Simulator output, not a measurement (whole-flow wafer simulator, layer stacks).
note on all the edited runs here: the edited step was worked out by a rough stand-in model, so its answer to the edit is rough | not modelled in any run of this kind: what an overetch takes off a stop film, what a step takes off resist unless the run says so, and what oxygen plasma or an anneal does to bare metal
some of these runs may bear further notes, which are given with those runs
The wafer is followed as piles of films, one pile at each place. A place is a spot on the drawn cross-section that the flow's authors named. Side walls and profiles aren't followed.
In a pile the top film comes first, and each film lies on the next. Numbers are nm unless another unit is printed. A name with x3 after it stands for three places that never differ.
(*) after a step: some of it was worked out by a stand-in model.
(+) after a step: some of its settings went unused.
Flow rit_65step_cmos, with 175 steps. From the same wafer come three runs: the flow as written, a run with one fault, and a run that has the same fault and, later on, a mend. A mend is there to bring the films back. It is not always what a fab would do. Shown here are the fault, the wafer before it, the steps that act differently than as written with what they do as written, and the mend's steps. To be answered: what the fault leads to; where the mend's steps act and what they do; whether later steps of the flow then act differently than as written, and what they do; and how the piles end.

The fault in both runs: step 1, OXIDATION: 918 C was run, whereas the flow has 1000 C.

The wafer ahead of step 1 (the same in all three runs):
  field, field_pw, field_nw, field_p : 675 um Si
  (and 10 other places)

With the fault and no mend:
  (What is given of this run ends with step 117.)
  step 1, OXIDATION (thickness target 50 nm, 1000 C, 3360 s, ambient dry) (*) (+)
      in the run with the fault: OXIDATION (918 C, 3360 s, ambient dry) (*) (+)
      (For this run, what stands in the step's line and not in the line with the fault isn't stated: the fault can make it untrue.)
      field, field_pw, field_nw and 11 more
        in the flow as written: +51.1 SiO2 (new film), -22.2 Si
        in the run with the fault: +25.3 SiO2 (new film), -10.9 Si
  Steps later in the flow that act otherwise than as written (not shown: 37 more steps that differ only slightly, by at most 2% or 0.5 nm, whichever is larger):
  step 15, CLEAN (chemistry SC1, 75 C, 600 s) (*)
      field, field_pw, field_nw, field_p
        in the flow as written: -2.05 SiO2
        in the run with the fault: -2.26 SiO2 (all of it)
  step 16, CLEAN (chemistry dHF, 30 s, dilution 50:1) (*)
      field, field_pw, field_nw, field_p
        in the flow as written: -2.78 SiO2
        in the run with the fault: nothing
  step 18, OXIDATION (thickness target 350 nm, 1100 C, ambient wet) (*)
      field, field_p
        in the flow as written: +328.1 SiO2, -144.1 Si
        in the run with the fault: +346.6 SiO2 (new film), -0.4 chemical SiO2 (all of it), -152 Si
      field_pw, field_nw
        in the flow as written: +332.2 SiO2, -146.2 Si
        in the run with the fault: +350 SiO2 (new film), -0.4 chemical SiO2 (all of it), -153.8 Si
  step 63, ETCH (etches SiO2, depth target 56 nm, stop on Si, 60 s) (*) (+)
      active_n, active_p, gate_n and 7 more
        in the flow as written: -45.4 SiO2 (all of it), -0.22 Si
        in the run with the fault: -19.7 SiO2 (all of it), -0.74 Si
  After step 117 the piles are close to the flow's at the places that both follow, differing by at most 2% or 0.5 nm, whichever is larger.

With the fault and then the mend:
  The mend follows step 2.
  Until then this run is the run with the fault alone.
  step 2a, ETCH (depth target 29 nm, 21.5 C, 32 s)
      field, field_pw, field_nw and 11 more
        -25.3 SiO2 (all of it)
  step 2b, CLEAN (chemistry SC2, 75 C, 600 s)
      field, field_pw, field_nw and 11 more
        +0.4 chemical SiO2 (new film), -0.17 Si
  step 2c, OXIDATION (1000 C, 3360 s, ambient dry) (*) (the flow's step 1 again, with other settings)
      field, field_pw, field_nw and 11 more
        +51 SiO2 (new film), -0.4 chemical SiO2 (all of it), -22.3 Si
  Steps later in the flow that act otherwise than as written (not shown: 17 more steps that differ only slightly, by at most 2% or 0.5 nm, whichever is larger):
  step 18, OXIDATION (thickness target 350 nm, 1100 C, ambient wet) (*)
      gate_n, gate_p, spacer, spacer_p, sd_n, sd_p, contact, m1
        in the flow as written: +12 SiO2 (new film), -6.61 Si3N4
        in the run with the mend: +12 SiO2 (new film), -6.61 Si3N4, +0.03 SiO2
  At the end the piles are close to the flow's at the places that both follow, differing by at most 2% or 0.5 nm, whichever is larger.
